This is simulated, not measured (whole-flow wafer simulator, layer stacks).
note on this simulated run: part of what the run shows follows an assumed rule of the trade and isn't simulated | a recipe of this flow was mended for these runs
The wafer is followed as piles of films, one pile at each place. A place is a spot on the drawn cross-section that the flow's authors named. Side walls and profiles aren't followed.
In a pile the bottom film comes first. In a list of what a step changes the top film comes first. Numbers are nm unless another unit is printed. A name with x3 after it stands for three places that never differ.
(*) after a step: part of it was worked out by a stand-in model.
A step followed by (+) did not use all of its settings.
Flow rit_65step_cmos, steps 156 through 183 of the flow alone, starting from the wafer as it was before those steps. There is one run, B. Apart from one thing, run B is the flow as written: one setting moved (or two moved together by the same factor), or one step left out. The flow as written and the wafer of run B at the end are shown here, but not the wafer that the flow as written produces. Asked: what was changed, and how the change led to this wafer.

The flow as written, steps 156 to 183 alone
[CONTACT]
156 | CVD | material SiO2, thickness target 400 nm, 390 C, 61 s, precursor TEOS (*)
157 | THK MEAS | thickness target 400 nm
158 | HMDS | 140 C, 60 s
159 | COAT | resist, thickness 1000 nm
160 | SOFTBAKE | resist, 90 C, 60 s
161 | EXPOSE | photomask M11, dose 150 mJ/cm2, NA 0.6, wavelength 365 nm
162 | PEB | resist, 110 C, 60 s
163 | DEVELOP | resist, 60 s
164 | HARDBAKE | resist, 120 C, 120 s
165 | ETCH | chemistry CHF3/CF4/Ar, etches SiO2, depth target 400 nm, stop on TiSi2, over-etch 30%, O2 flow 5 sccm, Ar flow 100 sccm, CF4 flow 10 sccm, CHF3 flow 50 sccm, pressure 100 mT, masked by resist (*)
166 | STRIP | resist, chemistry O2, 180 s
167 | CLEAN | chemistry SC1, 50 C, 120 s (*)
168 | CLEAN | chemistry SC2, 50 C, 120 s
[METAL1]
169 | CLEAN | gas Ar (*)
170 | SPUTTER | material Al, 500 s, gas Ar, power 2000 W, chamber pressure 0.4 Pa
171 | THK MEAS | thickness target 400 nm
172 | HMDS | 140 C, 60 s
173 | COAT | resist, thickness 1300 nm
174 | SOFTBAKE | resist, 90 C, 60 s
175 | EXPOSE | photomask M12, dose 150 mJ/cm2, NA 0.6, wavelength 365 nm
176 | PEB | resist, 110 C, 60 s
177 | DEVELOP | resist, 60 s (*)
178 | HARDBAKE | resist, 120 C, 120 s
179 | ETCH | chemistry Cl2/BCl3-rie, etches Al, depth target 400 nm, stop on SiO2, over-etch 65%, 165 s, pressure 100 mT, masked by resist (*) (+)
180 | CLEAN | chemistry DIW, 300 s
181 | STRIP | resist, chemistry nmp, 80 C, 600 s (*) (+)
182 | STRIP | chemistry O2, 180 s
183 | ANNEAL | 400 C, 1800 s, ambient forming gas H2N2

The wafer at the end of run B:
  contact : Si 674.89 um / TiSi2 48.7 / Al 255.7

What caused this: step 165, ETCH: over-etch 24% was run, while the flow as written has over-etch 30%.

How this came from the change, step by step:
  165 | ETCH | chemistry CHF3/CF4/Ar, etches SiO2, depth target 400 nm, stop on TiSi2, over-etch 30%, O2 flow 5 sccm, Ar flow 100 sccm, CF4 flow 10 sccm, CHF3 flow 50 sccm, pressure 100 mT, masked by resist (*)
      field, field_pw, field_nw and 10 more: resist loses 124 (in the flow as written it would be: resist loses 130)
      contact: SiO2 loses 400 (all of it), TiSi2 loses 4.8 (in the flow as written it would be: SiO2 loses 400 (all of it), TiSi2 loses 6)
